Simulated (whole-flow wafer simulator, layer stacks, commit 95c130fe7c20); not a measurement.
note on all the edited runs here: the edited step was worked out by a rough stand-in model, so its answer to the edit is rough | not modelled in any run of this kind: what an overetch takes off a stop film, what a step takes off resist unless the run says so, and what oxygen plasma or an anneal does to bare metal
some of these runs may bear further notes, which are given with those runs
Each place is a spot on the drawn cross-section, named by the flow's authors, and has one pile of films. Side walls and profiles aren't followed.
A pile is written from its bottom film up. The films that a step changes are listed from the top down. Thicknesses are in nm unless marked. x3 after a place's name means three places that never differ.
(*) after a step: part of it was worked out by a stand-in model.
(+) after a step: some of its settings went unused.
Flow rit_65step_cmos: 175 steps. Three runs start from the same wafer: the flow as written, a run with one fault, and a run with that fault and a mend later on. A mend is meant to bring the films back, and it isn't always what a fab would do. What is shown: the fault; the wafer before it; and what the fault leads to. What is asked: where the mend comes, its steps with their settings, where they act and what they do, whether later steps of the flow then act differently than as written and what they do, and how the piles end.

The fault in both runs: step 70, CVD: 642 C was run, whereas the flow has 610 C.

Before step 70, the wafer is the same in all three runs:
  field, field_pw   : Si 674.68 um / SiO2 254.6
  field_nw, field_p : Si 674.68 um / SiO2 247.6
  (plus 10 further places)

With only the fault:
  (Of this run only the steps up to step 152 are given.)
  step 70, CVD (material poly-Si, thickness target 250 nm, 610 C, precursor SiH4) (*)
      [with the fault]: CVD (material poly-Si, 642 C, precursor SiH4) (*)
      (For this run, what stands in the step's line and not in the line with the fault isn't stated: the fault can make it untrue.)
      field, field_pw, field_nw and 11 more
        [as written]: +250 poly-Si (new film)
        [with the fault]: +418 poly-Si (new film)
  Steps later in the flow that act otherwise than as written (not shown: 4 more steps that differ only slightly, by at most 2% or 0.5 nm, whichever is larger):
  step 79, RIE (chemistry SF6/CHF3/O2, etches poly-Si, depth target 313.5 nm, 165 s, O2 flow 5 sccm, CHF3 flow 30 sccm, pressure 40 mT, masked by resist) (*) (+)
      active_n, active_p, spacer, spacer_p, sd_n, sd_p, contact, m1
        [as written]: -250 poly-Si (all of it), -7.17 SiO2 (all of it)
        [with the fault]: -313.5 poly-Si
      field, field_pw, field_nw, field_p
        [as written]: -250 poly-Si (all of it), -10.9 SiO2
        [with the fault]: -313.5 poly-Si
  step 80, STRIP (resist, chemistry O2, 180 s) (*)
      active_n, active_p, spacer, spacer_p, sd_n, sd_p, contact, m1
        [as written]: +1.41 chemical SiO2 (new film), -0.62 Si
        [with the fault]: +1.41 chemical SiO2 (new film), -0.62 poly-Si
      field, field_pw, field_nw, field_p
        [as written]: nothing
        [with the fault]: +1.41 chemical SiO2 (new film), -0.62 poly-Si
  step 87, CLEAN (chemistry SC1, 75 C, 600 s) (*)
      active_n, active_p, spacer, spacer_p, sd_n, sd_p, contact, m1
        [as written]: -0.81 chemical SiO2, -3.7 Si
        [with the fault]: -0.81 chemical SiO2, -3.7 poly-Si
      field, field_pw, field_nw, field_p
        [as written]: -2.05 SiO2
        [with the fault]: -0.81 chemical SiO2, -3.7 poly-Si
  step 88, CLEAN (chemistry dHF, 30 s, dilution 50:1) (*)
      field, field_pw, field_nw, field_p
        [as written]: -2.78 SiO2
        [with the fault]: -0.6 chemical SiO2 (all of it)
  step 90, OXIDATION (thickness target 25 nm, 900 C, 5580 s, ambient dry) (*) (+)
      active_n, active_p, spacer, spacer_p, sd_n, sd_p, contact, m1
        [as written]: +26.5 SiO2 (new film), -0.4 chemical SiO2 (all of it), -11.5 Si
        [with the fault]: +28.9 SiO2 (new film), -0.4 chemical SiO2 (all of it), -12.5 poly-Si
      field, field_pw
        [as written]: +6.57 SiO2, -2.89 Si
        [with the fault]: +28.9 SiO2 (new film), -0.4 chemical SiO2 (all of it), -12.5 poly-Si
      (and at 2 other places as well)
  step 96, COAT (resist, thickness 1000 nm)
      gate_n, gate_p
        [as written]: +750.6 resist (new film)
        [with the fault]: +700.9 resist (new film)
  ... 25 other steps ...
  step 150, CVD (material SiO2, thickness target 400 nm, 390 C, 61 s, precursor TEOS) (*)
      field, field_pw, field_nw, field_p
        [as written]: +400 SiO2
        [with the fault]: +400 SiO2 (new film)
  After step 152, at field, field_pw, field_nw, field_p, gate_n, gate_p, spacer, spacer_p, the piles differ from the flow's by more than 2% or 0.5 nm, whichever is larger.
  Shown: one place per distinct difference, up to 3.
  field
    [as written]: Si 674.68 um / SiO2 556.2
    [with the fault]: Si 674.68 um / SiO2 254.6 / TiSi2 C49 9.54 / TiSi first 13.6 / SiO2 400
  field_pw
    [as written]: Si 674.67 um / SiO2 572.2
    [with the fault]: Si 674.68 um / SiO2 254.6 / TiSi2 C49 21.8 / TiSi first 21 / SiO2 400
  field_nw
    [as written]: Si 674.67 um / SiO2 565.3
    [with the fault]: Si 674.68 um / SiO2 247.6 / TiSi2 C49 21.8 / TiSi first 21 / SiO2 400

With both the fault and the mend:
  The mend stands after step 71.
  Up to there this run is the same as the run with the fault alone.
  step 71a, ETCH (chemistry tmah, depth target 168 nm)
      field, field_pw, field_nw and 11 more
        -168 poly-Si
  Later steps of the flow that are run all act as written at every place that is followed, up to a difference of at most 2% or 0.5 nm, whichever is larger.
  The piles end only slightly different from the flow's at the places that both follow, by no more than 2% or 0.5 nm, whichever is larger.
